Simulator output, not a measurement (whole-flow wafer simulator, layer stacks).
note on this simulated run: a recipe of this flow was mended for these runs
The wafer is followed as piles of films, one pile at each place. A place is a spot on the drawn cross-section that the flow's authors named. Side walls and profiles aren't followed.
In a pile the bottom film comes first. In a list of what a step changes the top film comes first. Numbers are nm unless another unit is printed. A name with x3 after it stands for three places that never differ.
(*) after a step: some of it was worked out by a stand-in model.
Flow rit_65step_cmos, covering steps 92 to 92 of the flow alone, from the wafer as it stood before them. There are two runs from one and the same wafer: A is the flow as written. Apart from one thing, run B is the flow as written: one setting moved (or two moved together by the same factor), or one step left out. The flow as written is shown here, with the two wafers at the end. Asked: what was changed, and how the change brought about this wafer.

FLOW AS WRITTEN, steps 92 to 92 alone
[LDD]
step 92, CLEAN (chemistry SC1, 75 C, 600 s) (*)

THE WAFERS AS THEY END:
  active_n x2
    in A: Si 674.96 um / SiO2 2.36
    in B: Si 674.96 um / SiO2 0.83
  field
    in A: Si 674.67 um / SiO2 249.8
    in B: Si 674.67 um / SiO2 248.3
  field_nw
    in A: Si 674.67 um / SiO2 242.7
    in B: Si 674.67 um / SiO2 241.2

The reason: step 92, CLEAN: 85 C was run, though the flow has 75 C.

How this came from the change, step by step:
  step 92, CLEAN (chemistry SC1, 75 C, 600 s) (*)
      field, field_pw, field_nw, field_p, active_n x2, spacer x6: A -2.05 SiO2 | B -3.58 SiO2
      gate_n x2: A -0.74 chemical SiO2, -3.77 poly-Si | B -0.74 chemical SiO2, -6.97 poly-Si
